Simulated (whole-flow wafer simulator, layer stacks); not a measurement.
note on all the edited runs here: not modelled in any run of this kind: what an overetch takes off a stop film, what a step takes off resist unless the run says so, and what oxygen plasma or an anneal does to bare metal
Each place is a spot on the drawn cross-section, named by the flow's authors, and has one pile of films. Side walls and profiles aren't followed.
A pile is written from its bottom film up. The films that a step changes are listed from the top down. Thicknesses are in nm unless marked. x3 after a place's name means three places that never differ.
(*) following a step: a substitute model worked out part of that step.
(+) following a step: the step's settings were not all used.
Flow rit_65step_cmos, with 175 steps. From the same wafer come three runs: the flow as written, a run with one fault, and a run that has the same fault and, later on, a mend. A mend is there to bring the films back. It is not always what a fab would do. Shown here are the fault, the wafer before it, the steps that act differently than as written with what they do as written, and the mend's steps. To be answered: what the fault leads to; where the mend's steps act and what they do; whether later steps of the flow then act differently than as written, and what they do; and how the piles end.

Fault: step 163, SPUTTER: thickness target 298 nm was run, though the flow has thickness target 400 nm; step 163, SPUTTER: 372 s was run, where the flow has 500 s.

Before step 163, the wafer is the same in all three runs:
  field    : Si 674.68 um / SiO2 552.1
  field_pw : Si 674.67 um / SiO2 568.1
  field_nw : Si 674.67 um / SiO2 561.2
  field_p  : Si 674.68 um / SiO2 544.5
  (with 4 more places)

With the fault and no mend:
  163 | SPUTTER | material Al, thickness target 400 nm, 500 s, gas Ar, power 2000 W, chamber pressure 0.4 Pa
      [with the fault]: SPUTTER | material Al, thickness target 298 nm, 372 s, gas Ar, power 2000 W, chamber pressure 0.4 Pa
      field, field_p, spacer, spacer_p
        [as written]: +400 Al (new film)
        [with the fault]: +298 Al (new film)
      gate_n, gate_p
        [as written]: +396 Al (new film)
        [with the fault]: +298 Al (new film)
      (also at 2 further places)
  Steps later in the flow that act otherwise than as written (3 more steps, not shown, differ only slightly: by at most 2% or 0.5 nm, whichever is larger):
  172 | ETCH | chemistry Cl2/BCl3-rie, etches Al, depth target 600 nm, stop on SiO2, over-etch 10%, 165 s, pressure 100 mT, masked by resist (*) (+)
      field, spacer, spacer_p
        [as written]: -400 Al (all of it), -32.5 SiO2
        [with the fault]: -298 Al (all of it), -45.2 SiO2
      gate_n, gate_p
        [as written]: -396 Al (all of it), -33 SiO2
        [with the fault]: -298 Al (all of it), -45.2 SiO2
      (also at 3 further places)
  By the end, the piles at field, field_pw, field_nw, field_p, gate_n, gate_p, spacer, spacer_p depart from the flow's by more than 2% or 0.5 nm, whichever is larger.
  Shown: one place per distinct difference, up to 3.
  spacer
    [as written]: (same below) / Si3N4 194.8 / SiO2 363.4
    [with the fault]: (same below) / Si3N4 194.8 / SiO2 350.7
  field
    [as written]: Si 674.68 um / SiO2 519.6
    [with the fault]: Si 674.68 um / SiO2 506.9
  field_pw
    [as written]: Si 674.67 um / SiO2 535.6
    [with the fault]: Si 674.67 um / SiO2 522.9

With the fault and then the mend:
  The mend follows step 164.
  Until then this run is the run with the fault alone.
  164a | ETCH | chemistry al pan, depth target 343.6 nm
      field, field_p, gate_n, gate_p, spacer, spacer_p
        -298 Al (all of it)
      field_pw
        -297.8 Al (all of it)
      field_nw
        -297.7 Al (all of it)
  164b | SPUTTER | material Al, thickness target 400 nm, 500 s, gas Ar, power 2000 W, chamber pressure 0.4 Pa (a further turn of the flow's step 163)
      field, field_pw, field_p, spacer, spacer_p
        +400 Al (new film)
      gate_n, gate_p
        +396 Al (new film)
      field_nw
        +397.2 Al (new film)
  None of the later steps of the flow acts differently than as written at any place that is followed.
  By the end, the piles equal the flow's at every place that both follow.
